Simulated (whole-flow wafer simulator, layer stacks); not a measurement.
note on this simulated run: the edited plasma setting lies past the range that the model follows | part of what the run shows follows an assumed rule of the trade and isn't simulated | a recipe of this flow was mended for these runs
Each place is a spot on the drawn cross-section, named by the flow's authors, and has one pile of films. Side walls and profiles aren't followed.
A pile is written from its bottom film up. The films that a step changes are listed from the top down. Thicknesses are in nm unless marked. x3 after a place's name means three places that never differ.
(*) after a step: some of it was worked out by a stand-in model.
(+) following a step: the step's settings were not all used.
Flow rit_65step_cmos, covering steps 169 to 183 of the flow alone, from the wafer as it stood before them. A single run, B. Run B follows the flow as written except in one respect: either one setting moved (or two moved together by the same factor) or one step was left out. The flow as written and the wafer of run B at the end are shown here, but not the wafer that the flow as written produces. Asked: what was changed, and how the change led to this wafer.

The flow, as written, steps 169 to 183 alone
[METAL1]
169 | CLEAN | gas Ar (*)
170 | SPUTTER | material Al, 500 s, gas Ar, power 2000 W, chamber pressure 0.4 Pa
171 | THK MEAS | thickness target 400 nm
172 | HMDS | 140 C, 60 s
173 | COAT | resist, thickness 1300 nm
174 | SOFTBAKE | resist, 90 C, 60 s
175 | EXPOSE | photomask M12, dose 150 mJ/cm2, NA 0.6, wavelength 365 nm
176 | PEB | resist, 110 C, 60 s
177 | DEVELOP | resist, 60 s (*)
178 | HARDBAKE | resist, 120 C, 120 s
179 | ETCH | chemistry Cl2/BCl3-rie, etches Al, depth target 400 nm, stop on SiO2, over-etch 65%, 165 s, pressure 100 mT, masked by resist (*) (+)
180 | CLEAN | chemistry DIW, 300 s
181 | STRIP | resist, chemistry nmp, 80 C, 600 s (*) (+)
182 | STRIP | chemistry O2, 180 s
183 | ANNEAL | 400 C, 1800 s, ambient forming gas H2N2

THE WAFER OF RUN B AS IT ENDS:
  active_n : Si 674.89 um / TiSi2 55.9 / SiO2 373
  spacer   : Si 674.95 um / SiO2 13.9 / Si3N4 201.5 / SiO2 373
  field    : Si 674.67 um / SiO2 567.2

Cause: step 170, SPUTTER: power 2510 W was run, while the flow as written has power 2000 W; step 170, SPUTTER: chamber pressure 0.499 Pa was run, where the flow has chamber pressure 0.4 Pa.

Step by step, how the change led to this:
  170 | SPUTTER | material Al, 500 s, gas Ar, power 2000 W, chamber pressure 0.4 Pa
      field, field_pw, field_nw and 10 more: +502 Al (new film) (it would be, as written: +400 Al (new film))
      contact: +314.5 Al (new film) (it would be, as written: +255.4 Al (new film))
  173 | COAT | resist, thickness 1300 nm
      contact: +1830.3 resist (new film) (it would be, as written: +1785.1 resist (new film))
  176 | PEB | resist, 110 C, 60 s
      contact: -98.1 resist (it would be, as written: -95.5 resist)
  178 | HARDBAKE | resist, 120 C, 120 s
      contact: -63.9 resist (it would be, as written: -62.1 resist)
  179 | ETCH | chemistry Cl2/BCl3-rie, etches Al, depth target 400 nm, stop on SiO2, over-etch 65%, 165 s, pressure 100 mT, masked by resist (*) (+)
      field, field_pw, field_nw and 9 more: -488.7 Al (all of it), -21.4 SiO2 (it would be, as written: -386.7 Al (all of it), -34.2 SiO2)
  181 | STRIP | resist, chemistry nmp, 80 C, 600 s (*) (+)
      contact: -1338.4 resist (all of it) (it would be, as written: -1297.5 resist (all of it))
